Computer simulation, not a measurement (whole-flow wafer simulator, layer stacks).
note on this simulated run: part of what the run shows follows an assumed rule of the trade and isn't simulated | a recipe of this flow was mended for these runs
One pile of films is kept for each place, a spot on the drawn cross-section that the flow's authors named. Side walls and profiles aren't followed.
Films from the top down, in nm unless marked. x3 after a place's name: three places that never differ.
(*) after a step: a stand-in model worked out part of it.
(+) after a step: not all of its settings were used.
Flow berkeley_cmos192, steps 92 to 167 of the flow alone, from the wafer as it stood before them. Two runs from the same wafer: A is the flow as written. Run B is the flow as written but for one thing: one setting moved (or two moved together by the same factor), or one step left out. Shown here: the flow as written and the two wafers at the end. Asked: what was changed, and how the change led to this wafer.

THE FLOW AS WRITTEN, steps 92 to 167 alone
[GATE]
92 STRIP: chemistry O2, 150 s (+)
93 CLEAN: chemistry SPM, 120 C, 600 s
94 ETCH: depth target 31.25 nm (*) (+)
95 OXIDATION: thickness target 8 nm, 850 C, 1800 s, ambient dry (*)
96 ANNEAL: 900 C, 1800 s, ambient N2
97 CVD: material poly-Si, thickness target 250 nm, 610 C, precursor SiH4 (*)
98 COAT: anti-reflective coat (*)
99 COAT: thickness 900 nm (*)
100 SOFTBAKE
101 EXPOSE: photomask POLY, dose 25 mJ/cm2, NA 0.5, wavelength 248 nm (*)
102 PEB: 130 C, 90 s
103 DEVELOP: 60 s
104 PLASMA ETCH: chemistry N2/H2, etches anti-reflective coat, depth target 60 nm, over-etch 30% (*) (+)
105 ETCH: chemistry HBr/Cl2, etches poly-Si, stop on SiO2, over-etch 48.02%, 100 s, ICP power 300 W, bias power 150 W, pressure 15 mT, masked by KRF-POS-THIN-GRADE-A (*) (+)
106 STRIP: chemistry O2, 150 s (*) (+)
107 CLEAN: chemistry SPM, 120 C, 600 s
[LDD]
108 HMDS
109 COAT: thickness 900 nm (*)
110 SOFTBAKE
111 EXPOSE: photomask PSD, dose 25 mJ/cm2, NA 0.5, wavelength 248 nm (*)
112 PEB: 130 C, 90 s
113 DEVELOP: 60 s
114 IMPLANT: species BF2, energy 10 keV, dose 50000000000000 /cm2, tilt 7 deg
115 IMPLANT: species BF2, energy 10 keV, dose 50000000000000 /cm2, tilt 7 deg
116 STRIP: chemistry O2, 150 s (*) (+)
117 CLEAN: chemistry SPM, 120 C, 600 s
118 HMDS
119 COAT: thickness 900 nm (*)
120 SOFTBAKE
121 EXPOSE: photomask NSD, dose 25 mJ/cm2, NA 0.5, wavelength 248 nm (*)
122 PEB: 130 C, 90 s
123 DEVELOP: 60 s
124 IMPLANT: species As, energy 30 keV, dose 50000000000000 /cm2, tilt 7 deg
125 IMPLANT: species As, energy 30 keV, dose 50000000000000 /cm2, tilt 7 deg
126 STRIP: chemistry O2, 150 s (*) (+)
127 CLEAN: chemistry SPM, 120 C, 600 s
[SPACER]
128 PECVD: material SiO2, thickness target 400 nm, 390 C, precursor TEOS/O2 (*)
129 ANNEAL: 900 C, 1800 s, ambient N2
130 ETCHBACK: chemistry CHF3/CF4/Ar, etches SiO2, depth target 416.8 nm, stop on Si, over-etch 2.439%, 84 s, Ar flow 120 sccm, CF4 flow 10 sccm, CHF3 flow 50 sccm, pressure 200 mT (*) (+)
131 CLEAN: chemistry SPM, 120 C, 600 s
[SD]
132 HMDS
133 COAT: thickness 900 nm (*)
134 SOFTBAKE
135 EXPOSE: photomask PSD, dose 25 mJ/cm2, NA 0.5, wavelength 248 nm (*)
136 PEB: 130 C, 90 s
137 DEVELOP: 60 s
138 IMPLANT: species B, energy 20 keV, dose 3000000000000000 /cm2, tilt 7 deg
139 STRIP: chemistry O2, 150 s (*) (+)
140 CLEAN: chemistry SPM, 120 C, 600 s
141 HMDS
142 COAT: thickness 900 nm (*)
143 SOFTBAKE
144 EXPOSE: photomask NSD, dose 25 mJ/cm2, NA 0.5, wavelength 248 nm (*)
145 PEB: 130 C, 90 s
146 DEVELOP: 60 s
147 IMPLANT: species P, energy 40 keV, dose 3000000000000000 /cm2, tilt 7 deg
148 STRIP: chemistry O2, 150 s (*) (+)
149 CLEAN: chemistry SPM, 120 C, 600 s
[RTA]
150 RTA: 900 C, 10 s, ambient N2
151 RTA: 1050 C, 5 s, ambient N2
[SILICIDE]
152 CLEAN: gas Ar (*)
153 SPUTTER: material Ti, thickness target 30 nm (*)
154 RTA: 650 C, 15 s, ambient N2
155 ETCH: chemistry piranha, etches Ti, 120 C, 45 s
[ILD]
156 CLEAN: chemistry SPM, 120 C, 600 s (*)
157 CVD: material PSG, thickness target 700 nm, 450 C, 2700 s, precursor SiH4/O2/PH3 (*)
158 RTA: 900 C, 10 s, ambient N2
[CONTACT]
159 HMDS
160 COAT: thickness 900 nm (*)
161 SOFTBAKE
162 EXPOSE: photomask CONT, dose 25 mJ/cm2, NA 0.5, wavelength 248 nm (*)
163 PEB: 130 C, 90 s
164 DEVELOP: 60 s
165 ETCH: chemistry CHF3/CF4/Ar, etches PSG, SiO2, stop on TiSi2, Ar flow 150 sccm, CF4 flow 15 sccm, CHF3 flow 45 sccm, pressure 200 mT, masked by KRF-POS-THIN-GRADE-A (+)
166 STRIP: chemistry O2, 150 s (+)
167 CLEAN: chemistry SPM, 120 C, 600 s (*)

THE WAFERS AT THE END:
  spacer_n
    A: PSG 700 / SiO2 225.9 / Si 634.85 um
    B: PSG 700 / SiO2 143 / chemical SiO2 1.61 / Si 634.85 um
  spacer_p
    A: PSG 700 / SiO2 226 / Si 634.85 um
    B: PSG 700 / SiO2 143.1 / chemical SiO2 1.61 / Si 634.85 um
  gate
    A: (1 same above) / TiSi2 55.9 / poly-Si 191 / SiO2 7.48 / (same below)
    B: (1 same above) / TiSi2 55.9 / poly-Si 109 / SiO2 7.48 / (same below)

The cause: step 97, CVD: thickness target 168 nm was run, where the flow has thickness target 250 nm.

How the change led to this, step by step:
  97 CVD: material poly-Si, thickness target 250 nm, 610 C, precursor SiH4 (*)
      field, sd_n, spacer_n and 6 more: A poly-Si +250 (new film) | B poly-Si +168 (new film)
  105 ETCH: chemistry HBr/Cl2, etches poly-Si, stop on SiO2, over-etch 48.02%, 100 s, ICP power 300 W, bias power 150 W, pressure 15 mT, masked by KRF-POS-THIN-GRADE-A (*) (+)
      spacer_n, spacer_p: A poly-Si -246.2 (all of it), SiO2 -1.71 | B poly-Si -164.2 (all of it), SiO2 -7.48 (all of it)
      sd_n: A poly-Si -248.9 (all of it), SiO2 -1.5 | B poly-Si -166.9 (all of it), SiO2 -7.48 (all of it)
      (and at 4 more places)
  106 STRIP: chemistry O2, 150 s (*) (+)
      sd_n, spacer_n, sd_p, spacer_p, contact, m1: A nothing | B chemical SiO2 +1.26 (new film), Si -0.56
  109 COAT: thickness 900 nm (*)
      gate: A KrF-resist +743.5 (new film) | B KrF-resist +810.5 (new film)
      gate_p: A KrF-resist +739.8 (new film) | B KrF-resist +806.8 (new film)
  113 DEVELOP: 60 s
      gate_p: A KrF-resist -738.2 (all of it) | B KrF-resist -805.1 (all of it)
  116 STRIP: chemistry O2, 150 s (*) (+)
      gate: A KrF-resist -727 (all of it), chemical SiO2 +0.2, poly-Si -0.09 | B KrF-resist -793.8 (all of it), chemical SiO2 +0.2, poly-Si -0.09
  119 COAT: thickness 900 nm (*)
      gate: A KrF-resist +743.4 (new film) | B KrF-resist +810.4 (new film)
      gate_p: A KrF-resist +739.7 (new film) | B KrF-resist +806.8 (new film)
  123 DEVELOP: 60 s
      gate: A KrF-resist -741.9 (all of it) | B KrF-resist -808.7 (all of it)
  126 STRIP: chemistry O2, 150 s (*) (+)
      gate_p: A KrF-resist -723.2 (all of it), chemical SiO2 +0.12, poly-Si -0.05 | B KrF-resist -790.1 (all of it), chemical SiO2 +0.12, poly-Si -0.05
  128 PECVD: material SiO2, thickness target 400 nm, 390 C, precursor TEOS/O2 (*)
      sd_n, contact, m1: A SiO2 +400 | B SiO2 +400 (new film)
      sd_p, spacer_p: A SiO2 +386.5 | B SiO2 +387.2 (new film)
      (and at 1 more place)
  130 ETCHBACK: chemistry CHF3/CF4/Ar, etches SiO2, depth target 416.8 nm, stop on Si, over-etch 2.439%, 84 s, Ar flow 120 sccm, CF4 flow 10 sccm, CHF3 flow 50 sccm, pressure 200 mT (*) (+)
      sd_n: A SiO2 -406 (all of it), Si -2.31 | B SiO2 -400 (all of it), chemical SiO2 -1.61 (all of it), Si -2.31
      sd_p: A SiO2 -392.4 (all of it), Si -2.31 | B SiO2 -387.2 (all of it), chemical SiO2 -1.61 (all of it), Si -2.31
      (and at 4 more places)
  133 COAT: thickness 900 nm (*)
      spacer_n: A KrF-resist +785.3 (new film) | B KrF-resist +846.9 (new film)
      gate: A KrF-resist +764.7 (new film) | B KrF-resist +824.9 (new film)
      (and at 2 more places)
  137 DEVELOP: 60 s
      spacer_p: A KrF-resist -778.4 (all of it) | B KrF-resist -838 (all of it)
      gate_p: A KrF-resist -757.7 (all of it) | B KrF-resist -815.9 (all of it)
  139 STRIP: chemistry O2, 150 s (*) (+)
      spacer_n: A KrF-resist -768.7 (all of it) | B KrF-resist -830.1 (all of it)
      gate: A KrF-resist -748.1 (all of it), chemical SiO2 +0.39, poly-Si -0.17 | B KrF-resist -808.2 (all of it), chemical SiO2 +0.39, poly-Si -0.17
  142 COAT: thickness 900 nm (*)
      spacer_n: A KrF-resist +785.4 (new film) | B KrF-resist +847 (new film)
      gate: A KrF-resist +764.6 (new film) | B KrF-resist +824.8 (new film)
      (and at 2 more places)
  146 DEVELOP: 60 s
      spacer_n: A KrF-resist -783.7 (all of it) | B KrF-resist -845.1 (all of it)
      gate: A KrF-resist -762.9 (all of it) | B KrF-resist -823 (all of it)
  ... 2 more steps ...
  166 STRIP: chemistry O2, 150 s (+)
      spacer_n: A KrF-resist -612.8 (all of it) | B KrF-resist -656.9 (all of it)
      gate: A KrF-resist -593.2 (all of it) | B KrF-resist -632.6 (all of it)
      (and at 3 more places)
